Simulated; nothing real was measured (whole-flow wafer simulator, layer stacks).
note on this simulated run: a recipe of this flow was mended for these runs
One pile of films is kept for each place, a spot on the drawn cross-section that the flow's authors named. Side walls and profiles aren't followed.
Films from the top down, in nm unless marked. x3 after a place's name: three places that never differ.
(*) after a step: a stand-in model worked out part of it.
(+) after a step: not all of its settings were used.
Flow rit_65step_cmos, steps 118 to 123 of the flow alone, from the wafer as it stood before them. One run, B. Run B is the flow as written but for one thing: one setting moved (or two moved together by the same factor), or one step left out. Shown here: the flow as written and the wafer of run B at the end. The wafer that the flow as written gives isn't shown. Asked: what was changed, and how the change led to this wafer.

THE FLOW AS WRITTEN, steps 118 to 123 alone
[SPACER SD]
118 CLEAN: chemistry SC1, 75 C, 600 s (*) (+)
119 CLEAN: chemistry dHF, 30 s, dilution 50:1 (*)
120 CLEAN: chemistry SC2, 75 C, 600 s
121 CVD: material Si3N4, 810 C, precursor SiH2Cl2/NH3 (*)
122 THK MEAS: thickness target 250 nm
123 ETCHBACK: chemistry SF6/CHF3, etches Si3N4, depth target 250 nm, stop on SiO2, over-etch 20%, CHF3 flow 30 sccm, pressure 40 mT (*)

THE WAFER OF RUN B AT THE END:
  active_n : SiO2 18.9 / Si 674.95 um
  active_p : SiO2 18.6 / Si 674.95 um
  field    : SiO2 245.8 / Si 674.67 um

The cause: step 119, CLEAN: 12 s was run, where the flow has 30 s.

How the change led to this, step by step:
  119 CLEAN: chemistry dHF, 30 s, dilution 50:1 (*)
      field, active_n, gate_n, spacer, sd_n x3: SiO2 -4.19 (as written it would be: SiO2 -10.5)
      field_p, active_p, gate_p, spacer_p, sd_p: SiO2 -4.44 (as written it would be: SiO2 -11.1)
      (and at 2 more places)
